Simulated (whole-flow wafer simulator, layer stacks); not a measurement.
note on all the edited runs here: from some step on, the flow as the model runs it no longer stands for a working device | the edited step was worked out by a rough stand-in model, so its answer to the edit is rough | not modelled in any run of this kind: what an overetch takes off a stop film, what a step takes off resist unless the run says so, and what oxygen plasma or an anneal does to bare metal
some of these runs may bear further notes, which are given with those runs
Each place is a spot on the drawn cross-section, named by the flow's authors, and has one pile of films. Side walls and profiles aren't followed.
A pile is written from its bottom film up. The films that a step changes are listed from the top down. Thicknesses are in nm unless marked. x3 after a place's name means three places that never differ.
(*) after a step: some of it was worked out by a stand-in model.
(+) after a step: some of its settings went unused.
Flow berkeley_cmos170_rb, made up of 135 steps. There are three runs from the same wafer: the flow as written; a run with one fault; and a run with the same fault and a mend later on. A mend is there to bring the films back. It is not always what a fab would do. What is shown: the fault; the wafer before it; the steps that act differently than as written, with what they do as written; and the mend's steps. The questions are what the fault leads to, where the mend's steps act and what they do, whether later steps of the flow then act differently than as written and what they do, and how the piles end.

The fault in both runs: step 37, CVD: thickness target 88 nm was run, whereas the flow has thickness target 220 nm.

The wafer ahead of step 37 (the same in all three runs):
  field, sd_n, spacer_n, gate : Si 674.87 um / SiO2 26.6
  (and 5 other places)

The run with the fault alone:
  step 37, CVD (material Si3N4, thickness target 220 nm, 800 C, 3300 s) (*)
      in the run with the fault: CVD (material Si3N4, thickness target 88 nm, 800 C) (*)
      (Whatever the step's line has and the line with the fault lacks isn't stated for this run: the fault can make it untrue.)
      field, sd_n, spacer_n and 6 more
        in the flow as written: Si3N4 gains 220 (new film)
        in the run with the fault: Si3N4 gains 88 (new film)
  Steps further on in the flow that do not act as written (25 other steps are not shown; they differ only slightly, by no more than 2% or 0.5 nm, whichever is larger):
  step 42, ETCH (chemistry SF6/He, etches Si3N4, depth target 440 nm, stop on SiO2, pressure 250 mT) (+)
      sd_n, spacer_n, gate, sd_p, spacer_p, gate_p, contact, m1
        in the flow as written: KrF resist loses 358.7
        in the run with the fault: KrF resist loses 143.5
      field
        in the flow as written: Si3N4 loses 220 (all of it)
        in the run with the fault: Si3N4 loses 88 (all of it)
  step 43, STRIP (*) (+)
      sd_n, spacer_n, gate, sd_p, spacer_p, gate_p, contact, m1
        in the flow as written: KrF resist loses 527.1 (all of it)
        in the run with the fault: KrF resist loses 742.3 (all of it)
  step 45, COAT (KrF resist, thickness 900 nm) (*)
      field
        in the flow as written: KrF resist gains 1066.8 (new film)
        in the run with the fault: KrF resist gains 966.9 (new film)
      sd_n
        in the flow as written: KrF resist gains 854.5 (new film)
        in the run with the fault: KrF resist gains 881.9 (new film)
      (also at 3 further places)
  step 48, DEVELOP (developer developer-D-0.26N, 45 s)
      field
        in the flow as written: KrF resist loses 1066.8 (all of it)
        in the run with the fault: KrF resist loses 966.9 (all of it)
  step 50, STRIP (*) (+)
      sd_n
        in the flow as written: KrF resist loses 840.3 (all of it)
        in the run with the fault: KrF resist loses 867.7 (all of it)
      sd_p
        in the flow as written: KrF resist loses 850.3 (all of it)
        in the run with the fault: KrF resist loses 871.6 (all of it)
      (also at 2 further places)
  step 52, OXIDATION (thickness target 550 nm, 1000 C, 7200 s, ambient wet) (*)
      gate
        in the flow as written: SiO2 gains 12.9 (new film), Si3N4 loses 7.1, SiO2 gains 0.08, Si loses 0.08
        in the run with the fault: SiO2 gains 12.9 (new film), Si3N4 loses 7.1
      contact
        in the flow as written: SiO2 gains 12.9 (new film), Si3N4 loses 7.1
        in the run with the fault: SiO2 gains 12.9 (new film), Si3N4 loses 7.1, SiO2 gains 0.14, Si loses 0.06
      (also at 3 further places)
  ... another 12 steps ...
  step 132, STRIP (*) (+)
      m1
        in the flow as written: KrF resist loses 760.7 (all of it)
        in the run with the fault: KrF resist loses 778.1 (all of it)
  At sd_n, the piles at the end differ from the flow's by more than 2% or 0.5 nm, whichever is larger.
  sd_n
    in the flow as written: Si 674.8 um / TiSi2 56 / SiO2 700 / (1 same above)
    in the run with the fault: Si 674.79 um / TiSi2 47.4 / SiO2 700 / (1 same above)

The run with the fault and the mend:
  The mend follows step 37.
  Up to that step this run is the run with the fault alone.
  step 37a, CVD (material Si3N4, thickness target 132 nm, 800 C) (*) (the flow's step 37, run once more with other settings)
      field, sd_n, spacer_n and 6 more
        Si3N4 gains 132
  Later steps of the flow that are run all act as written at every place that is followed.
  The piles end the same as the flow's at every place that both follow.
